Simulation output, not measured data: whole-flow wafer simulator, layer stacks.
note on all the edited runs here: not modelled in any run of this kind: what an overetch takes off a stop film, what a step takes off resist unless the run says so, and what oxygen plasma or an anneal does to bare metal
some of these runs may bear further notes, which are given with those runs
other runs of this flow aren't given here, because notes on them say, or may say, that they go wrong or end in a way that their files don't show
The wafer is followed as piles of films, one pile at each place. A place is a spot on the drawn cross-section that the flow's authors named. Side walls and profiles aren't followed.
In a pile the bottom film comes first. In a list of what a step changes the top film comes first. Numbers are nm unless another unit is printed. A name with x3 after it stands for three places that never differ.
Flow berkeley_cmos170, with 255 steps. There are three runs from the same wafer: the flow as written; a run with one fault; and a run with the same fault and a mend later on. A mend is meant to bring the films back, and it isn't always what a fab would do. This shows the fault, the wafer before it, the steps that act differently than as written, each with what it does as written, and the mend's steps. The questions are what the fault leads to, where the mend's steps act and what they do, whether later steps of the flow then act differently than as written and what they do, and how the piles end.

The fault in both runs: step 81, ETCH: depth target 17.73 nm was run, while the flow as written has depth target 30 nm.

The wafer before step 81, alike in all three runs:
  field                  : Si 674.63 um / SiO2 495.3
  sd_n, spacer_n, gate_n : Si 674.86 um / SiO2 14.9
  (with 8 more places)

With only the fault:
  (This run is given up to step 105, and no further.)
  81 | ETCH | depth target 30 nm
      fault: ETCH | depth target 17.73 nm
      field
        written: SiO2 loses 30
        fault: SiO2 loses 17.7
  Later steps of the flow up to step 105 that are run all act as written at every place that is followed, up to a difference of at most 2% or 0.5 nm, whichever is larger.
  Once step 105 is done, the piles at field depart from the flow's by more than 2% or 0.5 nm, whichever is larger.
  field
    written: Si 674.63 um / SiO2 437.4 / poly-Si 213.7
    fault: Si 674.63 um / SiO2 449.7 / poly-Si 213.7

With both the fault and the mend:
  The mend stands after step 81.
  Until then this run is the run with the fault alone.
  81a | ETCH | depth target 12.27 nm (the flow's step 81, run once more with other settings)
      field
        SiO2 loses 12.3
  Later steps of the flow that are run all act as written at every place that is followed.
  At every place that both follow, the piles at the end match the flow's.
